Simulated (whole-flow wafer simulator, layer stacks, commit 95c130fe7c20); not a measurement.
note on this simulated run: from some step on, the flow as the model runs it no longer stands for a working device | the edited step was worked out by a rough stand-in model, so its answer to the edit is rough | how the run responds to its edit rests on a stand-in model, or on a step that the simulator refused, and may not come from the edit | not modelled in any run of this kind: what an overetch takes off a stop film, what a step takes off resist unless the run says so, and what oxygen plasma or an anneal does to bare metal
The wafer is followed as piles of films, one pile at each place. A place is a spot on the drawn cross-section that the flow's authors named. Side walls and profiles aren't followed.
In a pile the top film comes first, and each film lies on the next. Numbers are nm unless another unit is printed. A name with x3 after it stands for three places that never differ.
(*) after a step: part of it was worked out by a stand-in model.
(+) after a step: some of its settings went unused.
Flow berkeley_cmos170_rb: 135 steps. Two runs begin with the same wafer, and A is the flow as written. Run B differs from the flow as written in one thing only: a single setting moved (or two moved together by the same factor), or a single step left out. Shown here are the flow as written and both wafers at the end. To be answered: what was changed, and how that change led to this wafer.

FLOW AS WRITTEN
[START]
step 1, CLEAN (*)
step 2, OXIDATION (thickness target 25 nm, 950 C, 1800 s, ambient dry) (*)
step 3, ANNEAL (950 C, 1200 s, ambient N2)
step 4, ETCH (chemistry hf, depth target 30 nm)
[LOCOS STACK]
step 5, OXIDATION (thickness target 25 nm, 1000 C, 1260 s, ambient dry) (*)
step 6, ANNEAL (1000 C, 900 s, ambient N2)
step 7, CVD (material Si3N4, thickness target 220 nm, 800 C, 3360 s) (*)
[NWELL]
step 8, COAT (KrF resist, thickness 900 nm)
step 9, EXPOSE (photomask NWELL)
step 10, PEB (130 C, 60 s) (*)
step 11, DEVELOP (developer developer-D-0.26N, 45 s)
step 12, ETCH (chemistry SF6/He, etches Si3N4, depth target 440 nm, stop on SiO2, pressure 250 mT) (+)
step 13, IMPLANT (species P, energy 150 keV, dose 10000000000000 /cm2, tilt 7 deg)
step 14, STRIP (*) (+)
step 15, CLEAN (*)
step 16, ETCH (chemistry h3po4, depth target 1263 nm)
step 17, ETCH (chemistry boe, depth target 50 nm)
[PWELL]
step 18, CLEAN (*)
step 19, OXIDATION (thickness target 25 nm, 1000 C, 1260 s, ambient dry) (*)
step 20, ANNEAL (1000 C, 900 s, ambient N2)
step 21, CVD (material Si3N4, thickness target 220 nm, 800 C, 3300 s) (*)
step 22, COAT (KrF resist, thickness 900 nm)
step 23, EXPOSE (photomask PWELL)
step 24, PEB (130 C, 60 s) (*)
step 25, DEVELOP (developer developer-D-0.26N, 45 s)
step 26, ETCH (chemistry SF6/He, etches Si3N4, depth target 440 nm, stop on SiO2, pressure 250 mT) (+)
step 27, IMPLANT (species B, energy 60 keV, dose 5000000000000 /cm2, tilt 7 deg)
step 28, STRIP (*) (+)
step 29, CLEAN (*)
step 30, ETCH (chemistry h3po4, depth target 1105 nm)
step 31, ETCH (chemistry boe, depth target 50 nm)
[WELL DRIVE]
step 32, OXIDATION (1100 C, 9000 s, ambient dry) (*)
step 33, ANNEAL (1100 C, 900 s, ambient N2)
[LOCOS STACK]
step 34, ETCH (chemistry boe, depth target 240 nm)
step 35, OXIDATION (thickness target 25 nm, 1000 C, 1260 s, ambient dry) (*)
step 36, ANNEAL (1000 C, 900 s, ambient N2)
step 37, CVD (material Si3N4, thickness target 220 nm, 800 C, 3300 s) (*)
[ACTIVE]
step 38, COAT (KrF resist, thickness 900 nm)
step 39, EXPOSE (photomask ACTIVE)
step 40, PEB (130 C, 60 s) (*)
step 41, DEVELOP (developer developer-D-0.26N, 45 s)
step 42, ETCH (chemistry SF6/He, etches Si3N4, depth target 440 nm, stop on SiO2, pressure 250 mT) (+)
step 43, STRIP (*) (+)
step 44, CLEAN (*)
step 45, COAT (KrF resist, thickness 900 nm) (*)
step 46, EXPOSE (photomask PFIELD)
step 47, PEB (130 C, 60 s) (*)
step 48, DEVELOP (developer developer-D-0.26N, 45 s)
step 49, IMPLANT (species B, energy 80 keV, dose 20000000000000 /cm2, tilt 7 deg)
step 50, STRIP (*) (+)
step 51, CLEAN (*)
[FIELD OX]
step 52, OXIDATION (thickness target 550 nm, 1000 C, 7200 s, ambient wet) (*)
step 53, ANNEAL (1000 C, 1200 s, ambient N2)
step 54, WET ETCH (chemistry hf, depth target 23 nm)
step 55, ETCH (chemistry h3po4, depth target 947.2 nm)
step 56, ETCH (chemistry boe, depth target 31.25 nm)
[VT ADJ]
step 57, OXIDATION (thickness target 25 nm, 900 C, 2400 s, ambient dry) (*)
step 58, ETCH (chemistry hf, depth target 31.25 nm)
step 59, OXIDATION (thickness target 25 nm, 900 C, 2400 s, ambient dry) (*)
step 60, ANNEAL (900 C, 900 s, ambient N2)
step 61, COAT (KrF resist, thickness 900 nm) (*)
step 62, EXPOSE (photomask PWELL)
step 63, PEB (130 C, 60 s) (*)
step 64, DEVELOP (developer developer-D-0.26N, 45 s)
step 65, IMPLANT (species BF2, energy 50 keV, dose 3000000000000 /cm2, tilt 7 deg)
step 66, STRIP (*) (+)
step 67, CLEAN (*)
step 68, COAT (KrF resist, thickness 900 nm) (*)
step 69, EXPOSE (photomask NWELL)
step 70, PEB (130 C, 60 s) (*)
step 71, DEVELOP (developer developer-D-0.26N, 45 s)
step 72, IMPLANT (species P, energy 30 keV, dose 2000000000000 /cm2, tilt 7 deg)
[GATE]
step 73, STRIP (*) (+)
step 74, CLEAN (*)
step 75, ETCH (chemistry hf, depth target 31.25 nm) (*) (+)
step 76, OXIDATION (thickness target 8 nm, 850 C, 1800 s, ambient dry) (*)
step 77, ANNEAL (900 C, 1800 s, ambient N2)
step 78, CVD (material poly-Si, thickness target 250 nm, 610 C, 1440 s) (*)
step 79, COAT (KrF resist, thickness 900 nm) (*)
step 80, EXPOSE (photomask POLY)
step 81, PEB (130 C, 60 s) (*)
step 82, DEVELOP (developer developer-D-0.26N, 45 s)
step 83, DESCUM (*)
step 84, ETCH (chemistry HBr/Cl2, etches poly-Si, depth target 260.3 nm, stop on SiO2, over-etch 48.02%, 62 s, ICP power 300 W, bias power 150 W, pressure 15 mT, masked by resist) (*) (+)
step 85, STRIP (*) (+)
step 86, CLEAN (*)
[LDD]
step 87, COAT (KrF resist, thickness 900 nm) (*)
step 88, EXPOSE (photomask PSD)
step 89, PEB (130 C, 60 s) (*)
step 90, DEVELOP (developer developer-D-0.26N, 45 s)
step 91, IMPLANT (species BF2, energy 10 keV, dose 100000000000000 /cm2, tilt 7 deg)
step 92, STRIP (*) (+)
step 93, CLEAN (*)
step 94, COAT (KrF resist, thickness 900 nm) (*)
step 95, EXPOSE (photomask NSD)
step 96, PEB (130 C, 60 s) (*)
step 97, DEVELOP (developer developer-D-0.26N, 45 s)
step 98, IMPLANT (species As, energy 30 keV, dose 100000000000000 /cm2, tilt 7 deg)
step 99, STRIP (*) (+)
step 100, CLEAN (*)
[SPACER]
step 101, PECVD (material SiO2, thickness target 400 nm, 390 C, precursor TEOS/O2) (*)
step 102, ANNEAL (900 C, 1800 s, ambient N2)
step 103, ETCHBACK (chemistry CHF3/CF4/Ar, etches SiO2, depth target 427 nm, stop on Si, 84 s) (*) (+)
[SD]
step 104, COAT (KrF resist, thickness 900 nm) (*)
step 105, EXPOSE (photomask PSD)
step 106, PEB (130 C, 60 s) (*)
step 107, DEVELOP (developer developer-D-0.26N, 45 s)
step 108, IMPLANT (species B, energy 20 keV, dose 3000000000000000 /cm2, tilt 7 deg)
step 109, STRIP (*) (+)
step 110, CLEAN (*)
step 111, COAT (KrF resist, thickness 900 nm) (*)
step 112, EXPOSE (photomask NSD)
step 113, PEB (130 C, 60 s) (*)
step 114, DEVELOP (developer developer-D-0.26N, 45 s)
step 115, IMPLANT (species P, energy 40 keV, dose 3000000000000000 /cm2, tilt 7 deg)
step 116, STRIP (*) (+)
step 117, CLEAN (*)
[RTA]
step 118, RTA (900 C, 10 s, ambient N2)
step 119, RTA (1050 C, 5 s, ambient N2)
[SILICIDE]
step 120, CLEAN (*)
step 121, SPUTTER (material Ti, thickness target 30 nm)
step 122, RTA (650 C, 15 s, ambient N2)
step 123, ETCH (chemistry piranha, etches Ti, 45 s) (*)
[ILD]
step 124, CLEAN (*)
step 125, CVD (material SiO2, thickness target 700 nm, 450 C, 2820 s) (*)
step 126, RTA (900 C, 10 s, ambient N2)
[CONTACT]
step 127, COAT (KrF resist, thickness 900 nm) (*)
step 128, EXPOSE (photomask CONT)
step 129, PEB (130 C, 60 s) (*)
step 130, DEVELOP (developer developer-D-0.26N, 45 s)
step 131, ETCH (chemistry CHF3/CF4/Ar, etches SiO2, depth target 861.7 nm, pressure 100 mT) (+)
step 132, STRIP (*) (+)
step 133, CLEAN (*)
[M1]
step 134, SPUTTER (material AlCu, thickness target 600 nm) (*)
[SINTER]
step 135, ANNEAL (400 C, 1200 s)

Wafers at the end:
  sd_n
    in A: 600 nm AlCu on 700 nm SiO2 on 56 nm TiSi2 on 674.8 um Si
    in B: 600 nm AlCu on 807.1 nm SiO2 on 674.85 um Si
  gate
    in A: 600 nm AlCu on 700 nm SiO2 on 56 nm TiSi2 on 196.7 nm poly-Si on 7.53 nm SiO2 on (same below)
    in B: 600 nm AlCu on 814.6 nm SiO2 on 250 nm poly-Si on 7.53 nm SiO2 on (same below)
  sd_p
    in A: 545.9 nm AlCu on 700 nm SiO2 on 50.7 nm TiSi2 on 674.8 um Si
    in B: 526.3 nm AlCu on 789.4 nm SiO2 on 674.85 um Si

What caused this: step 103, ETCHBACK: depth target 299 nm was run, though the flow has depth target 427 nm.

The path from the change to this, step by step:
  step 103, ETCHBACK (chemistry CHF3/CF4/Ar, etches SiO2, depth target 427 nm, stop on Si, 84 s) (*) (+)
      sd_n, contact, m1: A SiO2 loses 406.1 (all of it) | B SiO2 loses 299
      spacer_n, spacer_p: A SiO2 loses 157.9 | B nothing
      (as well as at 4 more places)
  step 104, COAT (KrF resist, thickness 900 nm) (*)
      sd_n: A KrF resist gains 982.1 (new film) | B KrF resist gains 1007.5 (new film)
      gate: A KrF resist gains 742.1 (new film) | B KrF resist gains 797.3 (new film)
      (as well as at 4 more places)
  step 107, DEVELOP (developer developer-D-0.26N, 45 s)
      sd_p: A KrF resist loses 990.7 (all of it) | B KrF resist loses 1045.9 (all of it)
      gate_p: A KrF resist loses 743.2 (all of it) | B KrF resist loses 796.2 (all of it)
  step 109, STRIP (*) (+)
      sd_n: A KrF resist loses 967.9 (all of it) | B KrF resist loses 993.3 (all of it)
      gate: A KrF resist loses 727.9 (all of it) | B KrF resist loses 783.1 (all of it)
      (as well as at 2 more places)
  step 111, COAT (KrF resist, thickness 900 nm) (*)
      sd_n: A KrF resist gains 982.1 (new film) | B KrF resist gains 1007.5 (new film)
      gate: A KrF resist gains 742.1 (new film) | B KrF resist gains 797.3 (new film)
      (as well as at 4 more places)
  step 114, DEVELOP (developer developer-D-0.26N, 45 s)
      sd_n: A KrF resist loses 982.1 (all of it) | B KrF resist loses 1007.5 (all of it)
      gate: A KrF resist loses 742.1 (all of it) | B KrF resist loses 797.3 (all of it)
      (as well as at 1 more place)
  step 116, STRIP (*) (+)
      sd_p: A KrF resist loses 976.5 (all of it) | B KrF resist loses 1031.6 (all of it)
      gate_p: A KrF resist loses 729 (all of it) | B KrF resist loses 782 (all of it)
      (as well as at 1 more place)
  step 121, SPUTTER (material Ti, thickness target 30 nm)
      gate, gate_p: A Ti gains 30 (new film) | B Ti gains 28.4 (new film)
      sd_p: A Ti gains 27.1 (new film) | B Ti gains 25 (new film)
  step 122, RTA (650 C, 15 s, ambient N2)
      sd_n, contact, m1: A Ti loses 23.4, TiSi first gains 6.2 (new film), TiSi2 C49 gains 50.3 (new film), Si loses 49 | B nothing
      gate, gate_p: A Ti loses 23.4, TiSi first gains 6.2 (new film), TiSi2 C49 gains 50.3 (new film), poly-Si loses 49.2 | B nothing
      (as well as at 1 more place)
  step 123, ETCH (chemistry piranha, etches Ti, 45 s) (*)
      sd_n, contact, m1: A Ti loses 6.6 (all of it) | B Ti loses 30 (all of it)
      gate, gate_p: A Ti loses 6.6 (all of it) | B Ti loses 28.4 (all of it)
      (as well as at 1 more place)
  step 125, CVD (material SiO2, thickness target 700 nm, 450 C, 2820 s) (*)
      sd_n, sd_p, contact, m1: A SiO2 gains 700 (new film) | B SiO2 gains 700
      gate, gate_p: A SiO2 gains 700 (new film) | B SiO2 gains 713.6
  step 126, RTA (900 C, 10 s, ambient N2)
      sd_n, contact, m1: A under 1 film: TiSi2 gains 56 (new film), TiSi first loses 6.2 (all of it), TiSi2 C49 loses 50.3 (all of it), Si loses 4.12 | B nothing
      gate, gate_p: A under 1 film: TiSi2 gains 56 (new film), TiSi first loses 6.2 (all of it), TiSi2 C49 loses 50.3 (all of it), poly-Si loses 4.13 | B nothing
      (as well as at 1 more place)
  step 127, COAT (KrF resist, thickness 900 nm) (*)
      spacer_n: A KrF resist gains 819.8 (new film) | B KrF resist gains 798.2 (new film)
      gate: A KrF resist gains 798.4 (new film) | B KrF resist gains 822.7 (new film)
      (as well as at 3 more places)
  step 131, ETCH (chemistry CHF3/CF4/Ar, etches SiO2, depth target 861.7 nm, pressure 100 mT) (+)
      contact: A SiO2 loses 700 (all of it), TiSi2 loses 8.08 | B SiO2 loses 807.1 (all of it), Si loses 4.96
  step 132, STRIP (*) (+)
      sd_n: A KrF resist loses 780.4 (all of it) | B KrF resist loses 799.7 (all of it)
      spacer_n: A KrF resist loses 590.2 (all of it) | B KrF resist loses 568.6 (all of it)
      (as well as at 4 more places)
  step 134, SPUTTER (material AlCu, thickness target 600 nm) (*)
      sd_p: A AlCu gains 545.9 (new film) | B AlCu gains 526.3 (new film)
      contact: A AlCu gains 415.1 (new film) | B AlCu gains 390.5 (new film)
